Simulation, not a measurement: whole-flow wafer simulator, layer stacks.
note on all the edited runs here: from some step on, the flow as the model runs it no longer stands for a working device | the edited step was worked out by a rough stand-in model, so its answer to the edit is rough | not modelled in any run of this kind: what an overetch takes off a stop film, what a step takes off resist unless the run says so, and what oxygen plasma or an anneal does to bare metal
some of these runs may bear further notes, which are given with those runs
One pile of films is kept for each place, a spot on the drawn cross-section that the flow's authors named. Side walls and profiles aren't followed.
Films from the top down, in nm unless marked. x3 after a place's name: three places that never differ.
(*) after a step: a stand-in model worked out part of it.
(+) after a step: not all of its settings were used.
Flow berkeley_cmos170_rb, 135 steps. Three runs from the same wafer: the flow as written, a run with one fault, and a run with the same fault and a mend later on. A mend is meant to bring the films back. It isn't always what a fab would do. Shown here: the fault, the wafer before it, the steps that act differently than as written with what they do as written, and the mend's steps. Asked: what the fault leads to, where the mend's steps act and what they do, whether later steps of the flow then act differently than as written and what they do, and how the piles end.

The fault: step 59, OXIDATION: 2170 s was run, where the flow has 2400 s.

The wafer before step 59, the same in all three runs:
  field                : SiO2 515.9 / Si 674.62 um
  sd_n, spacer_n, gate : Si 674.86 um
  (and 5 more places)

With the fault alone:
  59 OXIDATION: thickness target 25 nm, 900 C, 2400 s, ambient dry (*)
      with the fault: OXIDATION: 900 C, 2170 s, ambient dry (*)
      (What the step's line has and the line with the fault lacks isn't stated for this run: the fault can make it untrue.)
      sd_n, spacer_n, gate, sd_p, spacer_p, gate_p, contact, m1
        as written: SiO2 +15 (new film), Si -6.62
        with the fault: SiO2 +14.1 (new film), Si -6.21
  Later steps of the flow that act differently than as written (29 more steps differ only slightly, by at most 2% or 0.5 nm, whichever is larger, and aren't shown):
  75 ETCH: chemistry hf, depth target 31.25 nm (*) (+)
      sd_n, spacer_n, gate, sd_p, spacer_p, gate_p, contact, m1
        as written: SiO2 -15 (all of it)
        with the fault: SiO2 -14.1 (all of it)
  At the end the piles differ from the flow's only slightly at the places that both follow, by at most 2% or 0.5 nm, whichever is larger.

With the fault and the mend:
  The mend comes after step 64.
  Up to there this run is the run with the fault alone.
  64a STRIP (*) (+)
      sd_p
        KrF resist -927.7 (all of it)
      spacer_p
        KrF resist -911.1 (all of it)
      gate_p
        KrF resist -910.2 (all of it)
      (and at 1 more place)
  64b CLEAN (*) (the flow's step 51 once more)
      changes no film at any place that is followed
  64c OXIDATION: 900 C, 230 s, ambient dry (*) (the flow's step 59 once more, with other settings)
      sd_n, spacer_n, gate, sd_p, spacer_p, gate_p, contact, m1
        SiO2 +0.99, Si -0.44
      field
        SiO2 +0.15, Si -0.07
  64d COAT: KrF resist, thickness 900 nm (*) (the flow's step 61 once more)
      field
        KrF resist +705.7 (new film)
      sd_n
        KrF resist +957.4 (new film)
      spacer_n
        KrF resist +924.9 (new film)
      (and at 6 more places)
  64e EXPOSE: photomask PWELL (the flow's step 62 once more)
      changes no film at any place that is followed
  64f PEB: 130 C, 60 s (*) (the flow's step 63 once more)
      changes no film at any place that is followed
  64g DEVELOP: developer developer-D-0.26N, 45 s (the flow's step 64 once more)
      sd_p, spacer_p, gate_p, m1
        KrF resist -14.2
      field
        KrF resist -705.7 (all of it)
      sd_n
        KrF resist -957.4 (all of it)
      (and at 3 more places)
  No later step of the flow acts differently than as written, at any place that is followed, by more than 2% or 0.5 nm, whichever is larger.
  At the end the piles differ from the flow's only slightly at the places that both follow, by at most 2% or 0.5 nm, whichever is larger.
